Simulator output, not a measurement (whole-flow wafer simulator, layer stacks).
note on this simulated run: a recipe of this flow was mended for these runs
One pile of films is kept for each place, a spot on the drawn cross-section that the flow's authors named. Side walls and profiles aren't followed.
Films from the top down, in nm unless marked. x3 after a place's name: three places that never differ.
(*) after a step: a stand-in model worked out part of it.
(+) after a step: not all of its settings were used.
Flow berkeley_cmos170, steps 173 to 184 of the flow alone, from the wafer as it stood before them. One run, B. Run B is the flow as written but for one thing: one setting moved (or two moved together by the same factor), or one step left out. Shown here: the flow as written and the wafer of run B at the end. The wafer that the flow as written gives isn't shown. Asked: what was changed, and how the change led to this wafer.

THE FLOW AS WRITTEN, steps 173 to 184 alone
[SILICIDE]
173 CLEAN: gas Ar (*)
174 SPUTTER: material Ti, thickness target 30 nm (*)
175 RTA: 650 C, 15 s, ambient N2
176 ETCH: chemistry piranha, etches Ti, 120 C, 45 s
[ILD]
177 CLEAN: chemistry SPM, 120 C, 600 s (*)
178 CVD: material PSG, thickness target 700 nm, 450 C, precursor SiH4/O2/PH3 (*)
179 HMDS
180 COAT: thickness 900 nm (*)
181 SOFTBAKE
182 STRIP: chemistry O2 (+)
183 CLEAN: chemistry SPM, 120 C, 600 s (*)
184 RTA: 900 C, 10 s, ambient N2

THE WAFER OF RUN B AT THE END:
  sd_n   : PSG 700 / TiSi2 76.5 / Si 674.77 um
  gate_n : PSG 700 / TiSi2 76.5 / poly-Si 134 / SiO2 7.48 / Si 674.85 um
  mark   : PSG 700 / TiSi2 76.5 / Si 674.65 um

The cause: step 174, SPUTTER: thickness target 41 nm was run, where the flow has thickness target 30 nm.

How the change led to this, step by step:
  174 SPUTTER: material Ti, thickness target 30 nm (*)
      field, mark, sd_n and 10 more: Ti +41 (new film) (as written it would be: Ti +30 (new film))
  175 RTA: 650 C, 15 s, ambient N2
      mark, sd_n, sd_p, contact, m1, via1, m2, via2: Ti -32, TiSi first +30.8 (new film), TiSi2 C49 +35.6 (new film), Si -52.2 (as written it would be: Ti -23.4, TiSi first +6.2 (new film), TiSi2 C49 +50.3 (new film), Si -49)
      gate_n, gate_p: Ti -32, TiSi first +30.8 (new film), TiSi2 C49 +35.6 (new film), poly-Si -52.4 (as written it would be: Ti -23.4, TiSi first +6.2 (new film), TiSi2 C49 +50.3 (new film), poly-Si -49.2)
  176 ETCH: chemistry piranha, etches Ti, 120 C, 45 s
      mark, sd_n, gate_n and 7 more: Ti -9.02 (all of it), TiSi first -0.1 (as written it would be: Ti -6.6 (all of it), TiSi first -0.1)
      field, spacer_n, spacer_p: Ti -41 (all of it) (as written it would be: Ti -30 (all of it))
  184 RTA: 900 C, 10 s, ambient N2
      mark, sd_n, sd_p, contact, m1, via1, m2, via2: under 1 film: TiSi2 +76.5 (new film), TiSi first -30.7 (all of it), TiSi2 C49 -35.6 (all of it), Si -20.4 (as written it would be: under 1 film: TiSi2 +55.9 (new film), TiSi first -6.09 (all of it), TiSi2 C49 -50.3 (all of it), Si -4.05)
      gate_n, gate_p: under 1 film: TiSi2 +76.5 (new film), TiSi first -30.7 (all of it), TiSi2 C49 -35.6 (all of it), poly-Si -20.4 (as written it would be: under 1 film: TiSi2 +55.9 (new film), TiSi first -6.09 (all of it), TiSi2 C49 -50.3 (all of it), poly-Si -4.06)
